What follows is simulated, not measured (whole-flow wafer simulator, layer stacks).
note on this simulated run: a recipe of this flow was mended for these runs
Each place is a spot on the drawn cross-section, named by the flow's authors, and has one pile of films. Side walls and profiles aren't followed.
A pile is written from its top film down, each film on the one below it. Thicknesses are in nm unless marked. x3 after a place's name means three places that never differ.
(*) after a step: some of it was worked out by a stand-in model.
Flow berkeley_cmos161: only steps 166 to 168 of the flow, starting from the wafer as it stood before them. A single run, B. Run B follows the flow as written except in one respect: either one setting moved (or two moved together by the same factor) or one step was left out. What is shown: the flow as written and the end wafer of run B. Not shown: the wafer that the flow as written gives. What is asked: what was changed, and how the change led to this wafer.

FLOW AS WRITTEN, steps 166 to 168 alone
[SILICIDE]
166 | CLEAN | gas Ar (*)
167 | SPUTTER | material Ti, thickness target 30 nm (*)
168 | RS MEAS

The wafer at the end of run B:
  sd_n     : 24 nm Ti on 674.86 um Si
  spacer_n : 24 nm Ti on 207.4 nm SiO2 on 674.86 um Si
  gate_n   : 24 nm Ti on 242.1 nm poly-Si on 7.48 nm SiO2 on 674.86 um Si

Cause: step 167, SPUTTER: thickness target 24 nm was run, though the flow has thickness target 30 nm.
The wafer itself shows it: sd_n has Ti 24, and step 167 as written asks for 30 nm.

Step by step, how the change led to this:
  167 | SPUTTER | material Ti, thickness target 30 nm (*)
      field, sd_n, spacer_n, gate_n, sd_p, spacer_p, gate_p, contact x2: Ti gains 24 (new film) (in the flow as written it would be: Ti gains 30 (new film))
